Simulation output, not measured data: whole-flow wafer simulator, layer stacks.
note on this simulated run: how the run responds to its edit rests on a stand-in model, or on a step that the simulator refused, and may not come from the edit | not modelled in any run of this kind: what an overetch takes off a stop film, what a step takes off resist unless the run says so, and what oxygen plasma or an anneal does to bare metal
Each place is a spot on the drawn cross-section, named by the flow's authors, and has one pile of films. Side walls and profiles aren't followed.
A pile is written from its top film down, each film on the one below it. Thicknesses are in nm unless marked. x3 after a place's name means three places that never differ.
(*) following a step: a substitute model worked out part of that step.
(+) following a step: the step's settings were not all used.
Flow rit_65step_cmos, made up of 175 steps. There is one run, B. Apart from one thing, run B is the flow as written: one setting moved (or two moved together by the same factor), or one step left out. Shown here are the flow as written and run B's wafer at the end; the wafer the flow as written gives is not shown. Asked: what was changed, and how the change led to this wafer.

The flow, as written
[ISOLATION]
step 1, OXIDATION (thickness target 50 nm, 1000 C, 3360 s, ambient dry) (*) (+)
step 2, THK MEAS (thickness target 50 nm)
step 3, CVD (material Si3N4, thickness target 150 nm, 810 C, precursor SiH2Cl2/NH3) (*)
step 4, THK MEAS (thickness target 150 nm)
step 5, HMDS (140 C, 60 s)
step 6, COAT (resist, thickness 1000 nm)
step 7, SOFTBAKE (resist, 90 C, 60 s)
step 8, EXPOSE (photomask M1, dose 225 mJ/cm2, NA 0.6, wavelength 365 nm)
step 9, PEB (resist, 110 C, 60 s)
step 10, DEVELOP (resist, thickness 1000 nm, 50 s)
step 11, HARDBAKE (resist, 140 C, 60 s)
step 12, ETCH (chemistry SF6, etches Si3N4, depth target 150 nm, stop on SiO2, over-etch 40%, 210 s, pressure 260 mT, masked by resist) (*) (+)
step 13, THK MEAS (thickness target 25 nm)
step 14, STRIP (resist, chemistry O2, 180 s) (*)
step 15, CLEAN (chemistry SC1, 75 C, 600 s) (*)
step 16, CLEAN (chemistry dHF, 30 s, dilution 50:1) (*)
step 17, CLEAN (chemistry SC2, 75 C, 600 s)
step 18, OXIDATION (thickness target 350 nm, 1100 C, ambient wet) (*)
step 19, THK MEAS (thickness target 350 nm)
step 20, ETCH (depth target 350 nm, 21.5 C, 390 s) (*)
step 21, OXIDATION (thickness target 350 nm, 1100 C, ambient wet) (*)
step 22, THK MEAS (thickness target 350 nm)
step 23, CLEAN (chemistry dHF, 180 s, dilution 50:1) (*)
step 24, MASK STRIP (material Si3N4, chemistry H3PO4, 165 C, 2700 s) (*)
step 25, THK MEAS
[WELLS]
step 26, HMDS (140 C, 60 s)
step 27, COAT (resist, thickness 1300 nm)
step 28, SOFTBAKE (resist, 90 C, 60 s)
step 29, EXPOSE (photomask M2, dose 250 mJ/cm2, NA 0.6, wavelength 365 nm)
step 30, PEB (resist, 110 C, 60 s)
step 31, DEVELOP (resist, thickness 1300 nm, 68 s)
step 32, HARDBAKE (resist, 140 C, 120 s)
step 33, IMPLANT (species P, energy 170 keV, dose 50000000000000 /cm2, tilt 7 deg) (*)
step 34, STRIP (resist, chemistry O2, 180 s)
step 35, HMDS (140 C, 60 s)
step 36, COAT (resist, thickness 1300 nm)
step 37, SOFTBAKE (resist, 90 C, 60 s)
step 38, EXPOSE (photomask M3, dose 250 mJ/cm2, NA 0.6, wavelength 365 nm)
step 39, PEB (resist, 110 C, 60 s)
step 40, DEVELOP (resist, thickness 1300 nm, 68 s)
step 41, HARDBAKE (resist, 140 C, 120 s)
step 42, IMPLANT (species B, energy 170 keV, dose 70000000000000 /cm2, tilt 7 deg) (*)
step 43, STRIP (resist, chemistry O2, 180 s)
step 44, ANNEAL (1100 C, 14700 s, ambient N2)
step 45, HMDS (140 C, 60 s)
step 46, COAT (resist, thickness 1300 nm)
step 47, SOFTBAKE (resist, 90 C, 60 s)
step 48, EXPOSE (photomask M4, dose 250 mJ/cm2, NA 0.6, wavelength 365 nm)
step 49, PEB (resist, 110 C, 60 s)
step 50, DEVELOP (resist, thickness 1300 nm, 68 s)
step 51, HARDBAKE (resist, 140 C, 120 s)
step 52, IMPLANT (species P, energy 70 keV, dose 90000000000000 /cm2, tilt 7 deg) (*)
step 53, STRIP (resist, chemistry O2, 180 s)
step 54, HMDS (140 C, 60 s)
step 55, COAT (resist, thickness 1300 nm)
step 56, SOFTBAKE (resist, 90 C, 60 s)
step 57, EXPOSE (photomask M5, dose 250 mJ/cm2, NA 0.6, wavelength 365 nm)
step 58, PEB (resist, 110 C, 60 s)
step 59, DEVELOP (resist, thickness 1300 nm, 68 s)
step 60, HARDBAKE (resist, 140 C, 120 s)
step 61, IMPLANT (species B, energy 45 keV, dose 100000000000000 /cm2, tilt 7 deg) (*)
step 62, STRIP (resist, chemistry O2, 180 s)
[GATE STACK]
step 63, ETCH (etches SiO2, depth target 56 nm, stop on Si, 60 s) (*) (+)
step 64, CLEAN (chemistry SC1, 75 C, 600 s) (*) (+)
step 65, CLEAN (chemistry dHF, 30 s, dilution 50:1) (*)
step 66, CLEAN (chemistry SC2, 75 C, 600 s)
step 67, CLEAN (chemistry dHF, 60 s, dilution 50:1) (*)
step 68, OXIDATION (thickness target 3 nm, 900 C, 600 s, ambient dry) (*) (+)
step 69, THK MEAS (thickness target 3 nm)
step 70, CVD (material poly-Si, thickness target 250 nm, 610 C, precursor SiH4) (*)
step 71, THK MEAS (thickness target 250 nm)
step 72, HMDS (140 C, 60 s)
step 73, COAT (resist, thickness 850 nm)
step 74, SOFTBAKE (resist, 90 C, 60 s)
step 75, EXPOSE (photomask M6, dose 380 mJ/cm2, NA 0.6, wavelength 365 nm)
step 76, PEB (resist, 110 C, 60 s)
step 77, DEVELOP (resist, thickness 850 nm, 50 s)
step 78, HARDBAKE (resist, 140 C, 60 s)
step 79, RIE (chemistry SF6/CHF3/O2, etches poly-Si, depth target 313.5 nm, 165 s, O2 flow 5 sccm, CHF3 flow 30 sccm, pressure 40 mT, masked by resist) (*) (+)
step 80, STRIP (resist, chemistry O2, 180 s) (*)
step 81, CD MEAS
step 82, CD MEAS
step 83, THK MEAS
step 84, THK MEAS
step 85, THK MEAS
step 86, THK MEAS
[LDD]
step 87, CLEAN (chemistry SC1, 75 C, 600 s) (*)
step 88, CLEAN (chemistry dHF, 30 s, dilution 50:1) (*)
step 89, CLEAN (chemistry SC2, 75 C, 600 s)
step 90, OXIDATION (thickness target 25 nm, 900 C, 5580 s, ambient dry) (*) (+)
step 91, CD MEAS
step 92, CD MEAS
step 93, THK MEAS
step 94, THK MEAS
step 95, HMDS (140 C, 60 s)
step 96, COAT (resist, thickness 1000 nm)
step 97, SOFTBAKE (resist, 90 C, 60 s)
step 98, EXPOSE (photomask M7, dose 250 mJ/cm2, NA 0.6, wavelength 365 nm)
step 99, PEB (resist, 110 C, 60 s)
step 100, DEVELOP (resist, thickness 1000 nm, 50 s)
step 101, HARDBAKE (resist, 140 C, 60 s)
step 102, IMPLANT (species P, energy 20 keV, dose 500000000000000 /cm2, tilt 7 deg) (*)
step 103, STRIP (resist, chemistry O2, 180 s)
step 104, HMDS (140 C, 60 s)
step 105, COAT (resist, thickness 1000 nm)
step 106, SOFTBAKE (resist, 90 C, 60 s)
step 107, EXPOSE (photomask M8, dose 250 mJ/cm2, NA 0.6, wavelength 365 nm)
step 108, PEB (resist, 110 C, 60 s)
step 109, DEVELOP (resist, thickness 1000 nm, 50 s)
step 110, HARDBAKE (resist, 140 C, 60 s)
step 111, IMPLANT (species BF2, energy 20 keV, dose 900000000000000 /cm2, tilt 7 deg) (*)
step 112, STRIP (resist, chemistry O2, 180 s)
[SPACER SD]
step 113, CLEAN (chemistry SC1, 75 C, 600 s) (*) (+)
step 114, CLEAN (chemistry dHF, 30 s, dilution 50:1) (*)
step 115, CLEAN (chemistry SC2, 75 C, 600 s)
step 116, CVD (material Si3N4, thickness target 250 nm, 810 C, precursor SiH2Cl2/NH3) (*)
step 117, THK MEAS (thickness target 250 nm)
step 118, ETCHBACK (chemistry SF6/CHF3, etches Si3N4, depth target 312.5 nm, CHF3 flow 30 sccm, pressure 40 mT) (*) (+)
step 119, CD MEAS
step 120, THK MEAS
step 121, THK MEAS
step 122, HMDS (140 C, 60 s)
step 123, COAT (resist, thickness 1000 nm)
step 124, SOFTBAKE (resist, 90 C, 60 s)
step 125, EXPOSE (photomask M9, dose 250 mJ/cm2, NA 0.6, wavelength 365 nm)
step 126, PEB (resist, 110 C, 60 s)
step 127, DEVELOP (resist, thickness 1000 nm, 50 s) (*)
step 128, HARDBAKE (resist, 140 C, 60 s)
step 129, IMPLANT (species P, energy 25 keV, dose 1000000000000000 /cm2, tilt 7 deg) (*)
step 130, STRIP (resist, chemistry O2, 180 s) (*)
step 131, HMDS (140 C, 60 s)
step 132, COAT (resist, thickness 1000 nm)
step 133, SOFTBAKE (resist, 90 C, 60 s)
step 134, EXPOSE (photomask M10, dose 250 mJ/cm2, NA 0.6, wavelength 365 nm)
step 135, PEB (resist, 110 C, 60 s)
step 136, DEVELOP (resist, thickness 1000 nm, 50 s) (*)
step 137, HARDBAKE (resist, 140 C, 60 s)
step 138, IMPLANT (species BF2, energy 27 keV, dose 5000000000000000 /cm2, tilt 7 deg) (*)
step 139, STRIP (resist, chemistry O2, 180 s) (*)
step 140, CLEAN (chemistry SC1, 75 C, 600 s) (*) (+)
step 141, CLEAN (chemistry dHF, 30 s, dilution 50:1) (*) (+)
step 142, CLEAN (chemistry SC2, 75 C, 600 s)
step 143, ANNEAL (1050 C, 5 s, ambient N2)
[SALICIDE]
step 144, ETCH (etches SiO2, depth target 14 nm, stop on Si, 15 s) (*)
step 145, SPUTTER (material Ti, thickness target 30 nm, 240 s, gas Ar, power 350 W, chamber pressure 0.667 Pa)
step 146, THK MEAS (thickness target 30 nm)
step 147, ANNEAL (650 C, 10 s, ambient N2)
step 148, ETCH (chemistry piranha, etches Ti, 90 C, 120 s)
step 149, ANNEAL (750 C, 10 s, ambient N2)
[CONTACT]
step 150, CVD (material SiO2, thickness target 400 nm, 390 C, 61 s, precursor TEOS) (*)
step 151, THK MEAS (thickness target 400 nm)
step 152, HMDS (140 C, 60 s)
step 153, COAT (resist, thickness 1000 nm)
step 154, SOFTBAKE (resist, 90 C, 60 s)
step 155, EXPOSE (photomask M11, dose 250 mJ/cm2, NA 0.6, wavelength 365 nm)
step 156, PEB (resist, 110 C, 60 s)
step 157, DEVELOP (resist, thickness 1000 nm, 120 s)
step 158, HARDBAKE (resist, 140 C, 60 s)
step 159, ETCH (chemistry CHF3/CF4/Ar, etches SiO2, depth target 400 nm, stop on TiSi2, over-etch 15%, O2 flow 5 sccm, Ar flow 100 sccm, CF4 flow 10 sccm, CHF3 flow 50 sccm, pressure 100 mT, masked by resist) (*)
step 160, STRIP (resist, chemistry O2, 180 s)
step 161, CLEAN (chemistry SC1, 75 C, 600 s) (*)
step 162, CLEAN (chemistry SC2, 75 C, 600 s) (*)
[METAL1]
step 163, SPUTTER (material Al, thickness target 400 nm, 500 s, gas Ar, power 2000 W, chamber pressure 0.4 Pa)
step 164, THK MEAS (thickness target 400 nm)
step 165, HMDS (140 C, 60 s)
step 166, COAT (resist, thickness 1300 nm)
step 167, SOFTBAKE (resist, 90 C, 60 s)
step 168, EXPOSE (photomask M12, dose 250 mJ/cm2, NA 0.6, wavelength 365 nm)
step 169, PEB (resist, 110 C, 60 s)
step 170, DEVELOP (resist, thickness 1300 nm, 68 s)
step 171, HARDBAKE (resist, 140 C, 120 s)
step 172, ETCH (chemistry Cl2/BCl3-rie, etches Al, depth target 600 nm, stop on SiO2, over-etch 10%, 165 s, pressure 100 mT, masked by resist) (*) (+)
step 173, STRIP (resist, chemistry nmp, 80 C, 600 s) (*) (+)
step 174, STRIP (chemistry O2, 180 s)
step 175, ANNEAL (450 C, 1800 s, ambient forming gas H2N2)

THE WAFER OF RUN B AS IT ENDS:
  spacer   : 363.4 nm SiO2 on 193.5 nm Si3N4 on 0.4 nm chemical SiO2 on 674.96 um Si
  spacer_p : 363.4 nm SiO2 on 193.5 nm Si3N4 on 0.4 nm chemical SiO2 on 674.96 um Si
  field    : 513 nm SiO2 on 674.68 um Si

Cause: step 90, OXIDATION: thickness target 25 nm, 900 C, 5580 s, ambient dry (*) (+), was not run.

Step by step, how the change led to this:
  step 103, STRIP (resist, chemistry O2, 180 s)
      active_n, spacer, sd_n, contact, m1: chemical SiO2 gains 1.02, Si loses 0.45 (in the flow as written it would be: nothing)
      active_p: resist loses 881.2 (all of it), chemical SiO2 gains 0.92, Si loses 0.41 (in the flow as written it would be: resist loses 880.4 (all of it))
      (and at 4 other places as well)
  step 113, CLEAN (chemistry SC1, 75 C, 600 s) (*) (+)
      active_n, active_p, spacer, spacer_p, sd_n, sd_p, contact, m1: chemical SiO2 loses 1.03, Si loses 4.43 (in the flow as written it would be: SiO2 loses 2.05)
      gate_n, gate_p: chemical SiO2 loses 1.03, poly-Si loses 4.43 (in the flow as written it would be: SiO2 loses 2.05)
  step 114, CLEAN (chemistry dHF, 30 s, dilution 50:1) (*)
      active_n, gate_n, spacer, sd_n, contact, m1: chemical SiO2 loses 0.6 (all of it) (in the flow as written it would be: SiO2 loses 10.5)
      active_p, gate_p, spacer_p, sd_p: chemical SiO2 loses 0.6 (all of it) (in the flow as written it would be: SiO2 loses 11.1)
  step 118, ETCHBACK (chemistry SF6/CHF3, etches Si3N4, depth target 312.5 nm, CHF3 flow 30 sccm, pressure 40 mT) (*) (+)
      gate_n: Si3N4 loses 250 (all of it), chemical SiO2 loses 0.4 (all of it), poly-Si loses 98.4 (in the flow as written it would be: Si3N4 loses 250 (all of it), SiO2 loses 16.3 (all of it), poly-Si loses 65.5)
      gate_p: Si3N4 loses 250 (all of it), chemical SiO2 loses 0.4 (all of it), poly-Si loses 98.4 (in the flow as written it would be: Si3N4 loses 250 (all of it), SiO2 loses 15.7 (all of it), poly-Si loses 66.7)
      (and at 2 other places as well)
  step 123, COAT (resist, thickness 1000 nm)
      gate_n: resist gains 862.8 (new film) (in the flow as written it would be: resist gains 835 (new film))
      gate_p: resist gains 862.8 (new film) (in the flow as written it would be: resist gains 836.1 (new film))
  step 126, PEB (resist, 110 C, 60 s)
      gate_n, gate_p: resist loses 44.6 (in the flow as written it would be: resist loses 43.1)
  step 127, DEVELOP (resist, thickness 1000 nm, 50 s) (*)
      gate_n: resist loses 818.2 (all of it) (in the flow as written it would be: resist loses 791.9 (all of it))
  step 128, HARDBAKE (resist, 140 C, 60 s)
      gate_p: resist loses 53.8 (in the flow as written it would be: resist loses 51.9)
  step 130, STRIP (resist, chemistry O2, 180 s) (*)
      gate_p: chemical SiO2 gains 1.31 (new film), resist loses 764.4 (all of it), poly-Si loses 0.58 (in the flow as written it would be: chemical SiO2 gains 1.31 (new film), resist loses 741.1 (all of it), poly-Si loses 0.58)
  step 132, COAT (resist, thickness 1000 nm)
      gate_n: resist gains 862.6 (new film) (in the flow as written it would be: resist gains 834.8 (new film))
      gate_p: resist gains 862.6 (new film) (in the flow as written it would be: resist gains 835.9 (new film))
  step 135, PEB (resist, 110 C, 60 s)
      gate_n, gate_p: resist loses 44.5 (in the flow as written it would be: resist loses 43.1)
  step 136, DEVELOP (resist, thickness 1000 nm, 50 s) (*)
      gate_p: resist loses 818.1 (all of it) (in the flow as written it would be: resist loses 792.8 (all of it))
  step 137, HARDBAKE (resist, 140 C, 60 s)
      gate_n: resist loses 53.8 (in the flow as written it would be: resist loses 51.8)
  step 139, STRIP (resist, chemistry O2, 180 s) (*)
      gate_n: resist loses 764.3 (all of it), chemical SiO2 gains 0.21, poly-Si loses 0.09 (in the flow as written it would be: resist loses 740 (all of it), chemical SiO2 gains 0.21, poly-Si loses 0.09)
  step 145, SPUTTER (material Ti, thickness target 30 nm, 240 s, gas Ar, power 350 W, chamber pressure 0.667 Pa)
      gate_n: Ti gains 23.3 (new film) (in the flow as written it would be: Ti gains 27.3 (new film))
      gate_p: Ti gains 23.3 (new film) (in the flow as written it would be: Ti gains 27.2 (new film))
  step 147, ANNEAL (650 C, 10 s, ambient N2)
      gate_n: Ti loses 18.2, TiSi first gains 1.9 (new film), TiSi2 C49 gains 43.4 (new film), poly-Si loses 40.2 (in the flow as written it would be: Ti loses 21.3, TiSi first gains 9.82 (new film), TiSi2 C49 gains 39.5 (new film), poly-Si loses 41.9)
      gate_p: Ti loses 18.2, TiSi first gains 1.9 (new film), TiSi2 C49 gains 43.4 (new film), poly-Si loses 40.2 (in the flow as written it would be: Ti loses 21.2, TiSi first gains 9.56 (new film), TiSi2 C49 gains 39.6 (new film), poly-Si loses 41.9)
  ... 2 further steps ...
  step 150, CVD (material SiO2, thickness target 400 nm, 390 C, 61 s, precursor TEOS) (*)
      gate_n: SiO2 gains 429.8 (new film) (in the flow as written it would be: SiO2 gains 413.1 (new film))
      gate_p: SiO2 gains 429.8 (new film) (in the flow as written it would be: SiO2 gains 413.7 (new film))
